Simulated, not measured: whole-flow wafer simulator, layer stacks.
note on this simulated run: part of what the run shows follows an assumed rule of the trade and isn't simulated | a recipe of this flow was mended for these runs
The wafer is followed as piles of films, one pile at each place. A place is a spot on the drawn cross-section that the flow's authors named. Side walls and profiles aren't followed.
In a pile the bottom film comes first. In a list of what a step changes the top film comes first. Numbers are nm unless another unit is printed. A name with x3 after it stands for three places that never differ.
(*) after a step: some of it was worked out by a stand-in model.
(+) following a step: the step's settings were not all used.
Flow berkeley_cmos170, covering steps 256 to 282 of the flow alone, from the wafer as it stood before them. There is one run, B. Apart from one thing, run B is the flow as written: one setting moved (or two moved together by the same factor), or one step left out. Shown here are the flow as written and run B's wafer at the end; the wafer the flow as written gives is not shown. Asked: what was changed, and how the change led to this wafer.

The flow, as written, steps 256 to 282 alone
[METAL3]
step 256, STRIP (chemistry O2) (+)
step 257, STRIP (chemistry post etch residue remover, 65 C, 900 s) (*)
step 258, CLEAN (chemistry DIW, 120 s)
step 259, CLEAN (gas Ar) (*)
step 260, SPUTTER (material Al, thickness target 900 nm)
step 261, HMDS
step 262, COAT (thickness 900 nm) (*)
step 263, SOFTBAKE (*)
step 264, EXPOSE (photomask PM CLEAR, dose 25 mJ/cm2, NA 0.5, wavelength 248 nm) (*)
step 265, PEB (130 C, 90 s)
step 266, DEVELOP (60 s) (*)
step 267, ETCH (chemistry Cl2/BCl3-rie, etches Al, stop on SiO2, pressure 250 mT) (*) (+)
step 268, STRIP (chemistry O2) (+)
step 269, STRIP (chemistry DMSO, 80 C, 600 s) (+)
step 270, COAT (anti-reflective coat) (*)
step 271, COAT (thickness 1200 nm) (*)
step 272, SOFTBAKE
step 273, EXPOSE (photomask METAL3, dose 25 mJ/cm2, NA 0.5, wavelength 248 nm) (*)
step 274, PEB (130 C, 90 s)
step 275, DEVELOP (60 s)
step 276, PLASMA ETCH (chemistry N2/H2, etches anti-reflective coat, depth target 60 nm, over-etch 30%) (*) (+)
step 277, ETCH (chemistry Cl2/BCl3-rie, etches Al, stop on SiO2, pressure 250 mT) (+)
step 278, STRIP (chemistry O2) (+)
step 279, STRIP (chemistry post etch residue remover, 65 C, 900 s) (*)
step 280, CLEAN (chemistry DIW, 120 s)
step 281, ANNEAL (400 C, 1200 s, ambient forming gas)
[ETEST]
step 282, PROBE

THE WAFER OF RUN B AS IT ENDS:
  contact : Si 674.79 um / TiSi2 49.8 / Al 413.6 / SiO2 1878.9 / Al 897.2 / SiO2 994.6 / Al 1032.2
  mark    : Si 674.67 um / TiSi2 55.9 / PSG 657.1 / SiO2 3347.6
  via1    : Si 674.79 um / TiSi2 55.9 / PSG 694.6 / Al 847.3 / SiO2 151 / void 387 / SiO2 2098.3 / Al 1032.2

What caused this: step 260, SPUTTER: thickness target 1035 nm was run, whereas the flow has thickness target 900 nm.

How this came from the change, step by step:
  step 260, SPUTTER (material Al, thickness target 900 nm)
      field, mark, sd_n and 9 more: +1035 Al (new film) (in the flow as written it would be: +900 Al (new film))
      via2: +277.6 Al (in the flow as written it would be: +259.4 Al)
  step 262, COAT (thickness 900 nm) (*)
      via2: +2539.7 KrF-resist (new film) (in the flow as written it would be: +2428.6 KrF-resist (new film))
  step 265, PEB (130 C, 90 s)
      via2: -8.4 KrF-resist (in the flow as written it would be: -7.55 KrF-resist)
  step 267, ETCH (chemistry Cl2/BCl3-rie, etches Al, stop on SiO2, pressure 250 mT) (*) (+)
      field, sd_n, spacer_n and 9 more: -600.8 KrF-resist (in the flow as written it would be: -533.3 KrF-resist)
      mark: -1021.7 Al (all of it), -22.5 SiO2 (in the flow as written it would be: -886.7 Al (all of it), -22.5 SiO2)
  step 268, STRIP (chemistry O2) (+)
      field, spacer_n, gate_n: -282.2 KrF-resist (all of it) (in the flow as written it would be: -349.7 KrF-resist (all of it))
      sd_n: -281.5 KrF-resist (all of it) (in the flow as written it would be: -349 KrF-resist (all of it))
      (as well as at 8 more places)
  step 270, COAT (anti-reflective coat) (*)
      via2: +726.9 anti-reflective coat (new film) (in the flow as written it would be: +671.1 anti-reflective coat (new film))
  step 271, COAT (thickness 1200 nm) (*)
      m2: +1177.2 KrF-resist (new film) (in the flow as written it would be: +1207.4 KrF-resist (new film))
  step 277, ETCH (chemistry Cl2/BCl3-rie, etches Al, stop on SiO2, pressure 250 mT) (+)
      field, sd_n, spacer_n, gate_n, sd_p, spacer_p, gate_p: -1035 Al (all of it), -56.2 SiO2 (in the flow as written it would be: -900 Al (all of it), -56.2 SiO2)
      contact, m1, via1, m2, via2: -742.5 KrF-resist (in the flow as written it would be: -675 KrF-resist)
      (as well as at 1 more place)
  step 278, STRIP (chemistry O2) (+)
      contact: -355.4 KrF-resist (all of it), -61 anti-reflective coat (all of it) (in the flow as written it would be: -424 KrF-resist (all of it), -61.1 anti-reflective coat (all of it))
      m1: -334.5 KrF-resist (all of it), -41.2 anti-reflective coat (all of it) (in the flow as written it would be: -423.6 KrF-resist (all of it), -40.9 anti-reflective coat (all of it))
      (as well as at 3 more places)
